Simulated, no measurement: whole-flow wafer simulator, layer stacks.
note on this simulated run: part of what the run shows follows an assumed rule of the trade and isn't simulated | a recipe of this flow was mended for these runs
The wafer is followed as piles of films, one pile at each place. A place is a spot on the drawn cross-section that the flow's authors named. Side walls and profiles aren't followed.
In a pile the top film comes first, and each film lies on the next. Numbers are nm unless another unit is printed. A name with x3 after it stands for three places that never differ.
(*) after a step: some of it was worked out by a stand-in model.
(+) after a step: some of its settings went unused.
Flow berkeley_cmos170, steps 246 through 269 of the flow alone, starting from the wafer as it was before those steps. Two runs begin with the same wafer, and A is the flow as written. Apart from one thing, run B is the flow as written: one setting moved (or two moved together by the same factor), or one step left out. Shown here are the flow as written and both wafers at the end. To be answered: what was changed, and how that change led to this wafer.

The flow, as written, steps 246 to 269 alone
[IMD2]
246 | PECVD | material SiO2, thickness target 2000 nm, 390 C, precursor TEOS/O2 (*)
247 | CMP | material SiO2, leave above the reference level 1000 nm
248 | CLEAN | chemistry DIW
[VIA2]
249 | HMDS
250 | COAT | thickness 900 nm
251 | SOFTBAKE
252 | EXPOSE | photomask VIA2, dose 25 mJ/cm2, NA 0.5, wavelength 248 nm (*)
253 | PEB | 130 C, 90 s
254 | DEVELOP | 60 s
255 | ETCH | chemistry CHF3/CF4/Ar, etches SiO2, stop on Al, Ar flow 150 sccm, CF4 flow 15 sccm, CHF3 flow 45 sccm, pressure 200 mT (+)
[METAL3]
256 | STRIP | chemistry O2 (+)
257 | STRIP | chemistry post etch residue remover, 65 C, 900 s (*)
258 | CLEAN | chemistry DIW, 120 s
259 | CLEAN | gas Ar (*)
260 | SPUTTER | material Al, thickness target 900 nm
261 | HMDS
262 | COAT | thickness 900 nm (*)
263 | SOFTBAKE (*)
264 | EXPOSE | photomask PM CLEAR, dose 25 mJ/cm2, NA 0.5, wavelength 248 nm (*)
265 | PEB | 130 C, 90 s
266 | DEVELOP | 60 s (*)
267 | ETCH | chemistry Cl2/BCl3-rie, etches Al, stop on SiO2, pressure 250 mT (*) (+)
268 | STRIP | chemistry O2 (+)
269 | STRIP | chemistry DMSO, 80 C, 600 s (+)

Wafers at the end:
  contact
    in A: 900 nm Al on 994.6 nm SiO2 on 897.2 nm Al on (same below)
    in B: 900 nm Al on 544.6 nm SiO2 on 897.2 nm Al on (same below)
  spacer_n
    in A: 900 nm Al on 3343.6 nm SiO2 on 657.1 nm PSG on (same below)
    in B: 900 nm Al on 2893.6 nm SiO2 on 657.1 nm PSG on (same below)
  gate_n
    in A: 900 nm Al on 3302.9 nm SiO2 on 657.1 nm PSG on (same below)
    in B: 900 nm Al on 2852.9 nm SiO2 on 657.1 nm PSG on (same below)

The reason: step 247, CMP: leave above the reference level 550 nm was run, whereas the flow has leave above the reference level 1000 nm.

How this came from the change, step by step:
  247 | CMP | material SiO2, leave above the reference level 1000 nm
      mark: A nothing | B -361 SiO2
      field, sd_n, spacer_n, gate_n, sd_p, spacer_p, gate_p: A -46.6 SiO2 | B -496.6 SiO2
      (as well as at 5 more places)
  255 | ETCH | chemistry CHF3/CF4/Ar, etches SiO2, stop on Al, Ar flow 150 sccm, CF4 flow 15 sccm, CHF3 flow 45 sccm, pressure 200 mT (+)
      field, mark, sd_n and 9 more: A -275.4 KrF-resist | B -162.9 KrF-resist
      via2: A -1000 SiO2 (all of it), -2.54 Al | B -550 SiO2 (all of it), -2.54 Al
  256 | STRIP | chemistry O2 (+)
      field, mark, sd_n and 9 more: A -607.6 KrF-resist (all of it) | B -720.1 KrF-resist (all of it)
  260 | SPUTTER | material Al, thickness target 900 nm
      via2: A +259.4 Al | B +425.1 Al
  262 | COAT | thickness 900 nm (*)
      m1: A +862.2 KrF-resist (new film) | B +883.1 KrF-resist (new film)
      m2: A +821.4 KrF-resist (new film) | B +862.5 KrF-resist (new film)
      (as well as at 1 more place)
  265 | PEB | 130 C, 90 s
      via2: A -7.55 KrF-resist | B -4.81 KrF-resist
  268 | STRIP | chemistry O2 (+)
      m1: A -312 KrF-resist (all of it) | B -332.9 KrF-resist (all of it)
      via1: A -335.1 KrF-resist (all of it) | B -343.2 KrF-resist (all of it)
      (as well as at 2 more places)
